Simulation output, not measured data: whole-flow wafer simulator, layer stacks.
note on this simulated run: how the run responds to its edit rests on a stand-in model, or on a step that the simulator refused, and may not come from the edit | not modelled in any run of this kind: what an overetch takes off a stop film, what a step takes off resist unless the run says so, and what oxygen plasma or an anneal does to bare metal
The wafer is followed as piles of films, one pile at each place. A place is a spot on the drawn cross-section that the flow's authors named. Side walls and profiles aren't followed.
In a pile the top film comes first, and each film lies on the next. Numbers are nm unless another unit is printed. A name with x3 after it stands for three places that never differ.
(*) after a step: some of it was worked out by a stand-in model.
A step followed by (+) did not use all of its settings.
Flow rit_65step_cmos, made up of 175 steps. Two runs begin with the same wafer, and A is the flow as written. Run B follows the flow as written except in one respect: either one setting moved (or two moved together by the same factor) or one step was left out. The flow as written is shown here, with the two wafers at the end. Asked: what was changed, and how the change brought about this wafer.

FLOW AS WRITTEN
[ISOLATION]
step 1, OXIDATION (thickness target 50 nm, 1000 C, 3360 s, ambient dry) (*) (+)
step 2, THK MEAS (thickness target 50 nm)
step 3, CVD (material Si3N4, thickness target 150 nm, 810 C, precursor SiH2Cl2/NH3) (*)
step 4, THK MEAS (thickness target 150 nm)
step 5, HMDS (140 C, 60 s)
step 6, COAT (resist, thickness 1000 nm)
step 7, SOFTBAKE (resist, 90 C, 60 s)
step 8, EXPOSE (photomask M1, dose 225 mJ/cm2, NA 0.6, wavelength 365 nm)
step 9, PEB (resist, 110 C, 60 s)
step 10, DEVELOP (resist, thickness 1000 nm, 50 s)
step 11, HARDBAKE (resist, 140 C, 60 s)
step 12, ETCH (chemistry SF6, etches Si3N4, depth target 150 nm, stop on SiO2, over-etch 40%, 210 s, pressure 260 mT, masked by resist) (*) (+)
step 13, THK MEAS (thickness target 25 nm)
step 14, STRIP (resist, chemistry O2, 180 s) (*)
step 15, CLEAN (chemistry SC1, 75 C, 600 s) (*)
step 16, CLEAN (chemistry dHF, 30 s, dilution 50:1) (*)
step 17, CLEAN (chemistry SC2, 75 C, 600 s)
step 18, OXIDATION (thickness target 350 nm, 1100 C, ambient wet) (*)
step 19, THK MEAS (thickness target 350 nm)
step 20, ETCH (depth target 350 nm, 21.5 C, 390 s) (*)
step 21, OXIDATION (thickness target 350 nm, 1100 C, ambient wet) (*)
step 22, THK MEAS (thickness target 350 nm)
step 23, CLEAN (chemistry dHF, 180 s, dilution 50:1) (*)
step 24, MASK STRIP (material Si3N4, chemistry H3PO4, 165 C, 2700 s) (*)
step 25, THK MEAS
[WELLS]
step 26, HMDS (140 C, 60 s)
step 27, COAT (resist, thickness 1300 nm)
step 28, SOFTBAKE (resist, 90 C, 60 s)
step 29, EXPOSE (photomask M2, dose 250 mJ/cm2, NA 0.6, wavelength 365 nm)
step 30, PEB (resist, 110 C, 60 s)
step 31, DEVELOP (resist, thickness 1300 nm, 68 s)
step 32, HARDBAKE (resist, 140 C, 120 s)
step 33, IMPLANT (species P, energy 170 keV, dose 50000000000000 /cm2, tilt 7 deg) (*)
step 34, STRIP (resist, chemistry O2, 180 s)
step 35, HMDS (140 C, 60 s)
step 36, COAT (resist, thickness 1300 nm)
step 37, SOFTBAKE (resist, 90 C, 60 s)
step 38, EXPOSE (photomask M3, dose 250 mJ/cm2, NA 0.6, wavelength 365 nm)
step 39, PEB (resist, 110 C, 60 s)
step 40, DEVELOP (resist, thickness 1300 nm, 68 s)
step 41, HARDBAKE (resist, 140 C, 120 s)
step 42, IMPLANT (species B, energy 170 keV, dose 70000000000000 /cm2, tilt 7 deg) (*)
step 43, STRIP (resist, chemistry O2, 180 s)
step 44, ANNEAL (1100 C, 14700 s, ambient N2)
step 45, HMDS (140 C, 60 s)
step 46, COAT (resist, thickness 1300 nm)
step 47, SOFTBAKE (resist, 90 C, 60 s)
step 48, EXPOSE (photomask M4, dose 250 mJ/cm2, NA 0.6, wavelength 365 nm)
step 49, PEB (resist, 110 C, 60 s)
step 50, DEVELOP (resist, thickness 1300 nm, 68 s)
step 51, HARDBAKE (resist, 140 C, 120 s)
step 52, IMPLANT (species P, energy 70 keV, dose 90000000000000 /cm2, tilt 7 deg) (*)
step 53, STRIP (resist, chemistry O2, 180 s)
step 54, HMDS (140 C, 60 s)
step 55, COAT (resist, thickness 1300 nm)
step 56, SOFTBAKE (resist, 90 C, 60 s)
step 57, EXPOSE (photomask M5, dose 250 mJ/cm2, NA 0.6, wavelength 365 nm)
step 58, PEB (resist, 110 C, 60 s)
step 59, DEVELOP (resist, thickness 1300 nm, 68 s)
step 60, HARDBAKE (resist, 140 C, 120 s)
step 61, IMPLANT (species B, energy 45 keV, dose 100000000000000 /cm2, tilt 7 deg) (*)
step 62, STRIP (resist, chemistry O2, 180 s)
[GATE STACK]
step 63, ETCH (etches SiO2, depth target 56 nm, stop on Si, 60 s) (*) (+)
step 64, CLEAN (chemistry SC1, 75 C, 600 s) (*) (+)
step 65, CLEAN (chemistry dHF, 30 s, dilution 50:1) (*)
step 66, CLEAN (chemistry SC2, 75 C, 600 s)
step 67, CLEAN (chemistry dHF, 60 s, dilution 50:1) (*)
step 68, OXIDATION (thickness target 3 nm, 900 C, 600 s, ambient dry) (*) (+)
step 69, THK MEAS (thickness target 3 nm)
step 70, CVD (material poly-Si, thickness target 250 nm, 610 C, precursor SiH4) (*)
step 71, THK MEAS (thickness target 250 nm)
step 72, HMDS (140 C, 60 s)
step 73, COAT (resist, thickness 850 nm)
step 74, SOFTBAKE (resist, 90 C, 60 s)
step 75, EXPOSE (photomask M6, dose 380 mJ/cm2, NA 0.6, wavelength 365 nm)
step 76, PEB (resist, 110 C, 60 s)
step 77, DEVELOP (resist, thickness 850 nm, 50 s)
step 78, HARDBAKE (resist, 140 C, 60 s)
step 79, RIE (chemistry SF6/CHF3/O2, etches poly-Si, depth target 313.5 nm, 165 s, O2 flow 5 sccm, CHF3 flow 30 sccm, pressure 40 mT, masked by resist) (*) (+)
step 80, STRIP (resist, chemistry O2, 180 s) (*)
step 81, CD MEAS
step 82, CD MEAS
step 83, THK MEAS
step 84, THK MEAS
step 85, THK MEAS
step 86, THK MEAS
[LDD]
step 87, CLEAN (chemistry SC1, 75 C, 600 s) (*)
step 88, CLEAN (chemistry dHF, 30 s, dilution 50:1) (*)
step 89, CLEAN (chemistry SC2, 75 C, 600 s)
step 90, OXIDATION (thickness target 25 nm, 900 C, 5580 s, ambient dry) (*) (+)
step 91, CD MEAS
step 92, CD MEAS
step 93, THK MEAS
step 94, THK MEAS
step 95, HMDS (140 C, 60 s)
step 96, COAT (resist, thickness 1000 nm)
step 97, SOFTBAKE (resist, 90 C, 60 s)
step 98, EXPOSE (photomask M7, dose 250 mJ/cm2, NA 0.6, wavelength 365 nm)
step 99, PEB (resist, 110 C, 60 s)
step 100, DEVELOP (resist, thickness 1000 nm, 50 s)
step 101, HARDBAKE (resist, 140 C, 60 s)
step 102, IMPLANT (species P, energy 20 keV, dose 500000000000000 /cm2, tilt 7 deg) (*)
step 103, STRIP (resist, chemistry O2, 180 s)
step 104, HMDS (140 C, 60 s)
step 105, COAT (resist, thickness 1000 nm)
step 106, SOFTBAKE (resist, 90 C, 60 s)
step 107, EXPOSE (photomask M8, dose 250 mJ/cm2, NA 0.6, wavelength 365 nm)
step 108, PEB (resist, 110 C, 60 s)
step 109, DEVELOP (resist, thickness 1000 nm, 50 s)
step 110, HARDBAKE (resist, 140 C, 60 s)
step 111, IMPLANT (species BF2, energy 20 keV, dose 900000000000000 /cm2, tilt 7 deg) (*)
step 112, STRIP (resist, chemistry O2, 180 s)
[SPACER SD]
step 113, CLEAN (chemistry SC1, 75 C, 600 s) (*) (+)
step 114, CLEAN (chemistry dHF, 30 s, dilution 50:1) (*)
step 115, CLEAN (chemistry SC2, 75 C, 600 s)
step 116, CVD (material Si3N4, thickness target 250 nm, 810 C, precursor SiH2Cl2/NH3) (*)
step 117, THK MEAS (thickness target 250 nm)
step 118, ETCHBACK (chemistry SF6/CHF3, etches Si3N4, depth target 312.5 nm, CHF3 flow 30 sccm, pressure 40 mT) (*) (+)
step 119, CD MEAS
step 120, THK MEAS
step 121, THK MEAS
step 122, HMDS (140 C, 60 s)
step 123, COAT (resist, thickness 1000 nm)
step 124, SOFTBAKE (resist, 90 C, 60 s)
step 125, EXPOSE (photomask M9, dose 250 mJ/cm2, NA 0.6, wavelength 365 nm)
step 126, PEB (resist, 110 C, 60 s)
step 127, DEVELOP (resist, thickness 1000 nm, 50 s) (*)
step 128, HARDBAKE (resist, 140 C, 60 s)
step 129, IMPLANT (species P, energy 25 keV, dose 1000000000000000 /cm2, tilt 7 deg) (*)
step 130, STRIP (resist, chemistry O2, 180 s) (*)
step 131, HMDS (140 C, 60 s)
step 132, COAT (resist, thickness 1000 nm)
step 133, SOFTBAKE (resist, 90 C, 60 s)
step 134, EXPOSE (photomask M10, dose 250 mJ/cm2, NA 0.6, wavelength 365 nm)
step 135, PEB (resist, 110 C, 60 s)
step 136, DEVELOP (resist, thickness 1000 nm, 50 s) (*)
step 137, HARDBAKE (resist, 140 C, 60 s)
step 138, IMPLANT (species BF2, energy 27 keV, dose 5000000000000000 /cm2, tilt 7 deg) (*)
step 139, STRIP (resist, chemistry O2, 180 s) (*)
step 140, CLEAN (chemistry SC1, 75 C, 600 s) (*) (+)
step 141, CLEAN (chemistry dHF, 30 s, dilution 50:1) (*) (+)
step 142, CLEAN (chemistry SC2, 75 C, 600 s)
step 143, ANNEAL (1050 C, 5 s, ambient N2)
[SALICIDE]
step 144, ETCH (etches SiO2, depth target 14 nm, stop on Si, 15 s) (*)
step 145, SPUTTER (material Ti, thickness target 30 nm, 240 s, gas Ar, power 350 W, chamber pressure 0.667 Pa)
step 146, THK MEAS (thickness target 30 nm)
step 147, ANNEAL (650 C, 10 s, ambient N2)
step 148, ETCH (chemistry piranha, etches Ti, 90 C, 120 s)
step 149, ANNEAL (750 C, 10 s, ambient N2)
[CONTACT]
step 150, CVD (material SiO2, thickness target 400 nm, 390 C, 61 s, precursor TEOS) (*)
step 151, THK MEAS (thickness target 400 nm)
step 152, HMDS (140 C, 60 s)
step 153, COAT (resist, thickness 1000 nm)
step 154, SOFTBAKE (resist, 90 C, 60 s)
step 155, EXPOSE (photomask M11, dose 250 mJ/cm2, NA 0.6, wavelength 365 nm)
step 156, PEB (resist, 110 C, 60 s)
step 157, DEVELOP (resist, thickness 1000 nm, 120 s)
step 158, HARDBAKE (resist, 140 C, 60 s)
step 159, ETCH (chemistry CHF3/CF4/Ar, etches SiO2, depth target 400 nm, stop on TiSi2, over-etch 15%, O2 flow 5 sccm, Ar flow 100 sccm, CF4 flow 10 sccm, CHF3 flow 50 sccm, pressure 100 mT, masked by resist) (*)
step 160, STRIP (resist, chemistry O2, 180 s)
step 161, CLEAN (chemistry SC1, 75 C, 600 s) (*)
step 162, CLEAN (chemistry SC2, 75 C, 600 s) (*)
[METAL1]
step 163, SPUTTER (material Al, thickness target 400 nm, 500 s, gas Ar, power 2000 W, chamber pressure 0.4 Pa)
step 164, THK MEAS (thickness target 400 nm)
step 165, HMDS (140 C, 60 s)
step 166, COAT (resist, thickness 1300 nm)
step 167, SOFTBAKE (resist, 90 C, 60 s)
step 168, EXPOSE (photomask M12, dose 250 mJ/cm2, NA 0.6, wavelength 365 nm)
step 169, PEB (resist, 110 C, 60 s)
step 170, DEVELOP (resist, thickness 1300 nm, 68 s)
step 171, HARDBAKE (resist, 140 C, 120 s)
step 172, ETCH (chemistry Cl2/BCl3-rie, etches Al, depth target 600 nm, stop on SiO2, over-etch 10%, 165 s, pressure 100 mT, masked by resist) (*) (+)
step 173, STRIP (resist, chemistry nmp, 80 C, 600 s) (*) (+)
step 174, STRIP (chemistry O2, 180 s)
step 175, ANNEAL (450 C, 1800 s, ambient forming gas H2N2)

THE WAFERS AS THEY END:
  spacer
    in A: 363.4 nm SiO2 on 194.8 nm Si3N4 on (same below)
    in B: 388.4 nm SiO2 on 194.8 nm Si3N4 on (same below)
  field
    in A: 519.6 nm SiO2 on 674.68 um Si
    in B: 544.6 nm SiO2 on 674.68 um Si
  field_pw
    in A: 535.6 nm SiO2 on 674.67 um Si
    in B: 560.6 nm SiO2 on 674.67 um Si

Cause: step 163, SPUTTER: 750 s was run, whereas the flow has 500 s.

Step by step, how the change led to this:
  step 163, SPUTTER (material Al, thickness target 400 nm, 500 s, gas Ar, power 2000 W, chamber pressure 0.4 Pa)
      field, field_pw, field_p, spacer, spacer_p: A +400 Al (new film) | B +600 Al (new film)
      gate_n, gate_p: A +396 Al (new film) | B +552.9 Al (new film)
      (as well as at 1 more place)
  step 166, COAT (resist, thickness 1300 nm)
      gate_n: A +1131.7 resist (new film) | B +1177.4 resist (new film)
      gate_p: A +1135.6 resist (new film) | B +1180.6 resist (new film)
  step 169, PEB (resist, 110 C, 60 s)
      gate_n: A -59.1 resist | B -61.6 resist
      gate_p: A -59.3 resist | B -61.8 resist
  step 170, DEVELOP (resist, thickness 1300 nm, 68 s)
      gate_n: A -1072.6 resist (all of it) | B -1115.8 resist (all of it)
      gate_p: A -1076.3 resist (all of it) | B -1118.8 resist (all of it)
  step 172, ETCH (chemistry Cl2/BCl3-rie, etches Al, depth target 600 nm, stop on SiO2, over-etch 10%, 165 s, pressure 100 mT, masked by resist) (*) (+)
      field, field_pw, field_p, spacer, spacer_p: A -400 Al (all of it), -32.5 SiO2 | B -600 Al (all of it), -7.5 SiO2
      gate_n, gate_p: A -396 Al (all of it), -33 SiO2 | B -552.9 Al (all of it), -13.4 SiO2
      (as well as at 1 more place)
